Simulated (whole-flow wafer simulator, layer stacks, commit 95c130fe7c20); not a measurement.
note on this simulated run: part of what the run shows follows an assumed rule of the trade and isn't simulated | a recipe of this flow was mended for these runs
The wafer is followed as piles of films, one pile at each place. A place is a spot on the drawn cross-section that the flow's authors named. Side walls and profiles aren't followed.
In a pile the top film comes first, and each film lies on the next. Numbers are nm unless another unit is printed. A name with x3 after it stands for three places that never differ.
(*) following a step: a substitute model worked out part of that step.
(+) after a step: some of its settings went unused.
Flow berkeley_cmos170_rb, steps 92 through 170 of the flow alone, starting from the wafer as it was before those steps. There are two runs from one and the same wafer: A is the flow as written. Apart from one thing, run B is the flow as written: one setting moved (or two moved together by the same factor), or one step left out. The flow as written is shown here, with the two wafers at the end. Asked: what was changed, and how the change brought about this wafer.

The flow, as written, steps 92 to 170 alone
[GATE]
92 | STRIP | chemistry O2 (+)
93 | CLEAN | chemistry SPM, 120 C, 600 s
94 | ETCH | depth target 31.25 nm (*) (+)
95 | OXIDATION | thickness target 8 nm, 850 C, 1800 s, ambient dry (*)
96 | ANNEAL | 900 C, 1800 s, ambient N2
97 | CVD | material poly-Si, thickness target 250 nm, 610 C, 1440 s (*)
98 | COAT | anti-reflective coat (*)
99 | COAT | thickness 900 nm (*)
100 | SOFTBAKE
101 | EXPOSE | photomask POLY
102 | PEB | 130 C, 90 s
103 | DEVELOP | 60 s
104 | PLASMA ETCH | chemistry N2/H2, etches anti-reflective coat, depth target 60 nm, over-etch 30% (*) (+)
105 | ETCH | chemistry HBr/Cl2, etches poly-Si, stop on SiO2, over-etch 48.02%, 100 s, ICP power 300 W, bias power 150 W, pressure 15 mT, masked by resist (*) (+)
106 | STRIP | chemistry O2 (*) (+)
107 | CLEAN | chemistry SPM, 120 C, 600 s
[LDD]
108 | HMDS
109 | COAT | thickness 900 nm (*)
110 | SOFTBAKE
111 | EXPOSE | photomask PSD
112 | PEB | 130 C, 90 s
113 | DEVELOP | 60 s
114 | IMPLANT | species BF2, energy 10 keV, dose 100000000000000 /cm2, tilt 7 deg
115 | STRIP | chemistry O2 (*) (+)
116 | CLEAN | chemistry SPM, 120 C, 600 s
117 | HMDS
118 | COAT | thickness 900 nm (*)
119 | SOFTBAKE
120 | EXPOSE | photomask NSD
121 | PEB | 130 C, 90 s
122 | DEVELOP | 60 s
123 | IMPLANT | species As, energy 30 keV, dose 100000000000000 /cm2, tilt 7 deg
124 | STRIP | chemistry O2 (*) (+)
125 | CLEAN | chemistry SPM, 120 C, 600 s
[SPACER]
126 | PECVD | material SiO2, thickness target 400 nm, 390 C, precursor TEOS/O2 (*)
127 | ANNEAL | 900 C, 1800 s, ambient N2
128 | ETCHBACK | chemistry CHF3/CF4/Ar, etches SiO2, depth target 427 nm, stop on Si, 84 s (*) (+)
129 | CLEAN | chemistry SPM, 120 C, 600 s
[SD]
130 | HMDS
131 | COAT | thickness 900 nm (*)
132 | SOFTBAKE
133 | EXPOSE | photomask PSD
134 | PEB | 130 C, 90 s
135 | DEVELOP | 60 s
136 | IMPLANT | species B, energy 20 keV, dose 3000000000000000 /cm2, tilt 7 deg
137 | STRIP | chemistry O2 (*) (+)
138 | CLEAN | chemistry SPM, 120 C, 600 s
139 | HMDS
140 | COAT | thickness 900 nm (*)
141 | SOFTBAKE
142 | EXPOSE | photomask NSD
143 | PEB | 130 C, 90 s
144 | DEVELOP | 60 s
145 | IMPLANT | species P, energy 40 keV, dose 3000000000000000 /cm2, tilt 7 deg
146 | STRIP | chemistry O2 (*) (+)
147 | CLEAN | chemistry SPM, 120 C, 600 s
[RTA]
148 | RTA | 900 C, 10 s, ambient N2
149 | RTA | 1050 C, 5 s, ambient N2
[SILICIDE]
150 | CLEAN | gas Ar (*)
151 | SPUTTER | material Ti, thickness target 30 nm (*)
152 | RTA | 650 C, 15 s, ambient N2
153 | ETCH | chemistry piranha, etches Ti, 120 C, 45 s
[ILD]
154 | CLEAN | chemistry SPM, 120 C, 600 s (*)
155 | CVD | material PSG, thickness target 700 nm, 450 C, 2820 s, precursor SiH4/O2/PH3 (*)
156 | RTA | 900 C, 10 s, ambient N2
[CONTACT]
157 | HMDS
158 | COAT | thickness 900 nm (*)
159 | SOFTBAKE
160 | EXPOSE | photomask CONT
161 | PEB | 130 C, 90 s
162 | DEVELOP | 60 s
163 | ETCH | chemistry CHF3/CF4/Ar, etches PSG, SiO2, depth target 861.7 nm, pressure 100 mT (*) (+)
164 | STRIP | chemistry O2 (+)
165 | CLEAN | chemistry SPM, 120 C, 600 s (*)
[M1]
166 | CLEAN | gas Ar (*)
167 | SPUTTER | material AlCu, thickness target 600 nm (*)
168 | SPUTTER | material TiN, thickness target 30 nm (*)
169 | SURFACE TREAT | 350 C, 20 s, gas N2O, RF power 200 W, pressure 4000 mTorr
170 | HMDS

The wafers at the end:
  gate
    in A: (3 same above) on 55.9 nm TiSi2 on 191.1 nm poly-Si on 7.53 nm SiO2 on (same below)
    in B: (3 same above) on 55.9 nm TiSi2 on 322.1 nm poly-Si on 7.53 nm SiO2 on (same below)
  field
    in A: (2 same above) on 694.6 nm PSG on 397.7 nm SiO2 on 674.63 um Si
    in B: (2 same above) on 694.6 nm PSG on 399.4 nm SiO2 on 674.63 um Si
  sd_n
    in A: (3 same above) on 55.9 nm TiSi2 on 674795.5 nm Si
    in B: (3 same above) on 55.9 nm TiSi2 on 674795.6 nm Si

The reason: step 97, CVD: thickness target 381 nm was run, whereas the flow has thickness target 250 nm; step 97, CVD: 2196 s was run, where the flow has 1440 s.

How this came from the change, step by step:
  97 | CVD | material poly-Si, thickness target 250 nm, 610 C, 1440 s (*)
      field, sd_n, spacer_n and 6 more: A poly-Si gains 250 (new film) | B poly-Si gains 381 (new film)
  98 | COAT | anti-reflective coat (*)
      sd_n: A anti-reflective coat gains 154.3 (new film) | B anti-reflective coat gains 160.2 (new film)
      contact: A anti-reflective coat gains 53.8 (new film) | B anti-reflective coat gains 56.7 (new film)
  104 | PLASMA ETCH | chemistry N2/H2, etches anti-reflective coat, depth target 60 nm, over-etch 30% (*) (+)
      gate, gate_p: A KrF-resist loses 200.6 | B KrF-resist loses 208.2
      sd_n: A anti-reflective coat loses 154.3 (all of it), poly-Si loses 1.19 | B anti-reflective coat loses 160.2 (all of it), poly-Si loses 1.23
      (also at 1 further place)
  105 | ETCH | chemistry HBr/Cl2, etches poly-Si, stop on SiO2, over-etch 48.02%, 100 s, ICP power 300 W, bias power 150 W, pressure 15 mT, masked by resist (*) (+)
      field: A poly-Si loses 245 (all of it), SiO2 loses 1.8 | B poly-Si loses 375.8 (all of it)
      spacer_n, spacer_p: A poly-Si loses 248.5 (all of it), SiO2 loses 1.53 | B poly-Si loses 379.3 (all of it), SiO2 loses 0.03
      (also at 4 further places)
  109 | COAT | thickness 900 nm (*)
      gate: A KrF-resist gains 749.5 (new film) | B KrF-resist gains 639.1 (new film)
      gate_p: A KrF-resist gains 745.7 (new film) | B KrF-resist gains 635.4 (new film)
  113 | DEVELOP | 60 s
      gate_p: A KrF-resist loses 744.1 (all of it) | B KrF-resist loses 634 (all of it)
  115 | STRIP | chemistry O2 (*) (+)
      gate: A KrF-resist loses 733 (all of it), chemical SiO2 gains 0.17 | B KrF-resist loses 622.9 (all of it), chemical SiO2 gains 0.17
  118 | COAT | thickness 900 nm (*)
      gate: A KrF-resist gains 748.7 (new film) | B KrF-resist gains 639.1 (new film)
      gate_p: A KrF-resist gains 744.7 (new film) | B KrF-resist gains 635.2 (new film)
  122 | DEVELOP | 60 s
      gate: A KrF-resist loses 747.1 (all of it) | B KrF-resist loses 637.7 (all of it)
  124 | STRIP | chemistry O2 (*) (+)
      gate_p: A KrF-resist loses 728.2 (all of it), chemical SiO2 gains 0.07 | B KrF-resist loses 619 (all of it), chemical SiO2 gains 0.07
  128 | ETCHBACK | chemistry CHF3/CF4/Ar, etches SiO2, depth target 427 nm, stop on Si, 84 s (*) (+)
      spacer_n: A SiO2 loses 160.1 | B SiO2 loses 29.5
      spacer_p: A SiO2 loses 160.1 | B SiO2 loses 29.4
  131 | COAT | thickness 900 nm (*)
      spacer_n: A KrF-resist gains 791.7 (new film) | B KrF-resist gains 696.3 (new film)
      gate: A KrF-resist gains 770.7 (new film) | B KrF-resist gains 677.6 (new film)
      (also at 2 further places)
  135 | DEVELOP | 60 s
      spacer_p: A KrF-resist loses 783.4 (all of it) | B KrF-resist loses 688.7 (all of it)
      gate_p: A KrF-resist loses 762.3 (all of it) | B KrF-resist loses 669.8 (all of it)
  137 | STRIP | chemistry O2 (*) (+)
      spacer_n: A KrF-resist loses 775.1 (all of it) | B KrF-resist loses 679.9 (all of it)
      gate: A KrF-resist loses 754.1 (all of it), chemical SiO2 gains 0.17, poly-Si loses 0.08 | B KrF-resist loses 661.3 (all of it), chemical SiO2 gains 0.17, poly-Si loses 0.08
  140 | COAT | thickness 900 nm (*)
      spacer_n: A KrF-resist gains 791.4 (new film) | B KrF-resist gains 696.4 (new film)
      gate: A KrF-resist gains 770.4 (new film) | B KrF-resist gains 677.6 (new film)
      (also at 2 further places)
  144 | DEVELOP | 60 s
      spacer_n: A KrF-resist loses 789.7 (all of it) | B KrF-resist loses 694.9 (all of it)
      gate: A KrF-resist loses 768.7 (all of it) | B KrF-resist loses 676.1 (all of it)
  ... 2 further steps ...
  164 | STRIP | chemistry O2 (+)
      field: A KrF-resist loses 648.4 (all of it) | B KrF-resist loses 664.1 (all of it)
      spacer_n: A KrF-resist loses 598.3 (all of it) | B KrF-resist loses 529.3 (all of it)
      (also at 4 further places)
